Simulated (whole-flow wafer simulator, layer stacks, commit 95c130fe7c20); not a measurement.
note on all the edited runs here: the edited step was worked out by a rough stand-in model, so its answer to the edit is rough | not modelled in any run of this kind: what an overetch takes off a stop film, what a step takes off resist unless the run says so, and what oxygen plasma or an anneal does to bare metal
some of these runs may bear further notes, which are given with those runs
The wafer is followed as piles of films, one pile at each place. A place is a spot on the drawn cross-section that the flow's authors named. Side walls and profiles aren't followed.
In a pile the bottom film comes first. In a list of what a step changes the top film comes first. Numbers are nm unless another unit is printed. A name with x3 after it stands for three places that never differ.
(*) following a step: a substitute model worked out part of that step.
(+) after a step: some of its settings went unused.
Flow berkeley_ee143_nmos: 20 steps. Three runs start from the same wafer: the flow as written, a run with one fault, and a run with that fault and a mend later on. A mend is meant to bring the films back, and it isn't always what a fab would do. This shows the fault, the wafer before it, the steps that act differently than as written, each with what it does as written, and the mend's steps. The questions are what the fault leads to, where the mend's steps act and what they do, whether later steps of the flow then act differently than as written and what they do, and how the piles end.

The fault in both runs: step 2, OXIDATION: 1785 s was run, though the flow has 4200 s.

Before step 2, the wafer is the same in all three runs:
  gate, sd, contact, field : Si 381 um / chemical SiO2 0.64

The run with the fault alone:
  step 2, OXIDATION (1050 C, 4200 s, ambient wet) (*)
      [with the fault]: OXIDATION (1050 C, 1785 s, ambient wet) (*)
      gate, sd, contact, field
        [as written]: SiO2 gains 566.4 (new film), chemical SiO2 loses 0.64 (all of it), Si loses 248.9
        [with the fault]: SiO2 gains 335.2 (new film), chemical SiO2 loses 0.64 (all of it), Si loses 147.2
  Steps further on in the flow that do not act as written:
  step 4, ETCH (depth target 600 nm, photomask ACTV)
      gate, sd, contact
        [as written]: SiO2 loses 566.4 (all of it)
        [with the fault]: SiO2 loses 335.2 (all of it)
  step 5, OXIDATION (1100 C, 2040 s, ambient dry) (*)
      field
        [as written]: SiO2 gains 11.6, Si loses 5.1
        [with the fault]: SiO2 gains 17.8, Si loses 7.85
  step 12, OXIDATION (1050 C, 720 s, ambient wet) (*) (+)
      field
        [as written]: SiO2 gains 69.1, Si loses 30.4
        [with the fault]: SiO2 gains 101.1, Si loses 44.5
  The piles end different from the flow's at field by more than 2% or 0.5 nm, whichever is larger.
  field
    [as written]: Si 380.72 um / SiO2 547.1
    [with the fault]: Si 380.8 um / SiO2 354.2

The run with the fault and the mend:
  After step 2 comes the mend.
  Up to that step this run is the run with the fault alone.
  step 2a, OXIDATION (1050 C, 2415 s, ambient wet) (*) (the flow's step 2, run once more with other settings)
      gate, sd, contact, field
        SiO2 gains 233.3, Si loses 102.7
  Every later step of the flow that is run acts as written, at every place that is followed, to within 2% or 0.5 nm, whichever is larger.
  At the end the piles are close to the flow's at the places that both follow, differing by at most 2% or 0.5 nm, whichever is larger.
